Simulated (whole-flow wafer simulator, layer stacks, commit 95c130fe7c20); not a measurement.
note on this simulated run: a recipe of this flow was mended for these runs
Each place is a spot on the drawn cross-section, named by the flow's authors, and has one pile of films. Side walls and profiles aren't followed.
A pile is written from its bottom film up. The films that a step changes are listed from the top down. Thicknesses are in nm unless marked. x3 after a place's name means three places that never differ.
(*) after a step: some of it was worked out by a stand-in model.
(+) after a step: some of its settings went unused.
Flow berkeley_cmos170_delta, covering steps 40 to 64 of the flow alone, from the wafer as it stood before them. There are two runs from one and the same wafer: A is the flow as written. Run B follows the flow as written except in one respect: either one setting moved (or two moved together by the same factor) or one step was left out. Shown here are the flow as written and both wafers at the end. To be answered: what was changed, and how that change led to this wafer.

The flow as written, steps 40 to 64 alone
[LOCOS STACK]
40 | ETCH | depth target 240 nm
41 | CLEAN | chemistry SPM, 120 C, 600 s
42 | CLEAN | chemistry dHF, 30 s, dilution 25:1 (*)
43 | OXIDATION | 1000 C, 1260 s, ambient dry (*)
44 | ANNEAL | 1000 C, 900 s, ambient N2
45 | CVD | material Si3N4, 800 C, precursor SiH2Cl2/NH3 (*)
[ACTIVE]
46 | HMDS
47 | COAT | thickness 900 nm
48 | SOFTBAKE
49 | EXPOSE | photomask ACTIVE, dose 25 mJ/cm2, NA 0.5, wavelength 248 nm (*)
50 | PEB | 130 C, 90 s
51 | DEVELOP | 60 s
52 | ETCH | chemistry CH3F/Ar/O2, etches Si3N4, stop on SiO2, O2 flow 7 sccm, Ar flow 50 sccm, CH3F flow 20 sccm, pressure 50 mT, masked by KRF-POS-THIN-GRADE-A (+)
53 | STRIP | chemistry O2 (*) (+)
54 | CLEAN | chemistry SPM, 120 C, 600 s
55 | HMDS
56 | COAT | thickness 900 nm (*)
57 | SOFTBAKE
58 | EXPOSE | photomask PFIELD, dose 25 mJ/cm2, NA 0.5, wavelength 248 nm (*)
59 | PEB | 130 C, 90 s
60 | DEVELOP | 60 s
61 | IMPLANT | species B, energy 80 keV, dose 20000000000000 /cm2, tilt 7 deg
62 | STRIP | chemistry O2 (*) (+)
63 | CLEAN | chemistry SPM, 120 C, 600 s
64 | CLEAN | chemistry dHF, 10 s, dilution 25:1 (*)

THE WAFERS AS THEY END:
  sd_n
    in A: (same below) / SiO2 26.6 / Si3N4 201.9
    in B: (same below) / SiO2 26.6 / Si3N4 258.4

The reason: step 45, CVD: 820 C was run, while the flow as written has 800 C.

The path from the change to this, step by step:
  45 | CVD | material Si3N4, 800 C, precursor SiH2Cl2/NH3 (*)
      field, sd_n, spacer_n and 6 more: A +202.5 Si3N4 (new film) | B +258.9 Si3N4 (new film)
  52 | ETCH | chemistry CH3F/Ar/O2, etches Si3N4, stop on SiO2, O2 flow 7 sccm, Ar flow 50 sccm, CH3F flow 20 sccm, pressure 50 mT, masked by KRF-POS-THIN-GRADE-A (+)
      sd_n, spacer_n, gate, sd_p, spacer_p, gate_p, contact, m1: A -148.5 KrF-resist | B -186.1 KrF-resist
      field: A -202.5 Si3N4 (all of it), -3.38 SiO2 | B -258.9 Si3N4 (all of it), -3.38 SiO2
  53 | STRIP | chemistry O2 (*) (+)
      sd_n, spacer_n, gate, sd_p, spacer_p, gate_p, contact, m1: A -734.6 KrF-resist (all of it) | B -696.9 KrF-resist (all of it)
  56 | COAT | thickness 900 nm (*)
      sd_n: A +794.3 KrF-resist (new film) | B +765.7 KrF-resist (new film)
      spacer_n: A +824.6 KrF-resist (new film) | B +805 KrF-resist (new film)
      (also at 6 further places)
  62 | STRIP | chemistry O2 (*) (+)
      sd_n: A -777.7 KrF-resist (all of it) | B -749.1 KrF-resist (all of it)
      spacer_n: A -807.8 KrF-resist (all of it) | B -788.3 KrF-resist (all of it)
      (also at 6 further places)
